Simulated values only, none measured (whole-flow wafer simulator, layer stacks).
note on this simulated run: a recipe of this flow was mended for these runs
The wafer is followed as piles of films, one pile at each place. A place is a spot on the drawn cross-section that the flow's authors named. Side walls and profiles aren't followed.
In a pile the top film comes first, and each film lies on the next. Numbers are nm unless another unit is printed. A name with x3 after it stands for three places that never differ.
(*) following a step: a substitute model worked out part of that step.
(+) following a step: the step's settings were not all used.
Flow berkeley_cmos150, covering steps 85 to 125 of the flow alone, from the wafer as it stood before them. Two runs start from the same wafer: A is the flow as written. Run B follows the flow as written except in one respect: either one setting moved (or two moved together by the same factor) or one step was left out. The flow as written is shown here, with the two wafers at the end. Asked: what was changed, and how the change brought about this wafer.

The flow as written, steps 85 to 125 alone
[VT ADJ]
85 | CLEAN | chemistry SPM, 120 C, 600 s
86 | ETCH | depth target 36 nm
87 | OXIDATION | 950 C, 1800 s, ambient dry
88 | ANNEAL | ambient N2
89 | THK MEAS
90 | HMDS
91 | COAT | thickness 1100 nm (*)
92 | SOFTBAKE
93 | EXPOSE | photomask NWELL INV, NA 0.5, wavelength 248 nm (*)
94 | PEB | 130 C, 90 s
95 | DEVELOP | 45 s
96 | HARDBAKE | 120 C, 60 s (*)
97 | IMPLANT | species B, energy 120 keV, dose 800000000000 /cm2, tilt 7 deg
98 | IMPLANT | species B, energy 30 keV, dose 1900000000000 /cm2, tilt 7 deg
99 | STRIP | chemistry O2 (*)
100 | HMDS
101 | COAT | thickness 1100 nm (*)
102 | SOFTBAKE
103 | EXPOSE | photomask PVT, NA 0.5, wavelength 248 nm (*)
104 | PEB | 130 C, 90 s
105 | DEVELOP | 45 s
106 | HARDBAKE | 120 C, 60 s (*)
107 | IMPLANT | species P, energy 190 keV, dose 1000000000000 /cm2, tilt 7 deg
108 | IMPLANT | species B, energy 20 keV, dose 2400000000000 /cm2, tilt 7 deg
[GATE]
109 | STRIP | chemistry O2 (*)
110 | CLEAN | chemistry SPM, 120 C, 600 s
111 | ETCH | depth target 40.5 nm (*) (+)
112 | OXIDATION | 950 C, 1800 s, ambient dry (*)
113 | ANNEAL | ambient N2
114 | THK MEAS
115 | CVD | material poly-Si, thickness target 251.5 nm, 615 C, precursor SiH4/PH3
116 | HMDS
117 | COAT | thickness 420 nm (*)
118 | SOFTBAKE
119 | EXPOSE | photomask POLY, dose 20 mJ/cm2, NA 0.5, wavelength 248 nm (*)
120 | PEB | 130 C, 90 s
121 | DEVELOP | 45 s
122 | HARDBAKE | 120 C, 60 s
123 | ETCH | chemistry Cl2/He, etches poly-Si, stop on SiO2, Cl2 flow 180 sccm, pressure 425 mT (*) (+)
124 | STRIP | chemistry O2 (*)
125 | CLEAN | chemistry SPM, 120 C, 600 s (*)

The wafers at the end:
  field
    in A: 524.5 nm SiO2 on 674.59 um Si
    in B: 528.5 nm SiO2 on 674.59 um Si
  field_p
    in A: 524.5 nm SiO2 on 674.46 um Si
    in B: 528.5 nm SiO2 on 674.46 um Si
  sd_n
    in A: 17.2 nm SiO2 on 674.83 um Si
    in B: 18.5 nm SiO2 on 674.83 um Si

The reason: step 111, ETCH: depth target 36.45 nm was run, though the flow has depth target 40.5 nm.

The path from the change to this, step by step:
  111 | ETCH | depth target 40.5 nm (*) (+)
      sd_n: A -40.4 SiO2 (all of it) | B -36.5 SiO2
      field, field_p: A -40.5 SiO2 | B -36.5 SiO2
  112 | OXIDATION | 950 C, 1800 s, ambient dry (*)
      sd_n: A +20.4 SiO2 (new film), -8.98 Si | B +17.8 SiO2, -7.83 Si
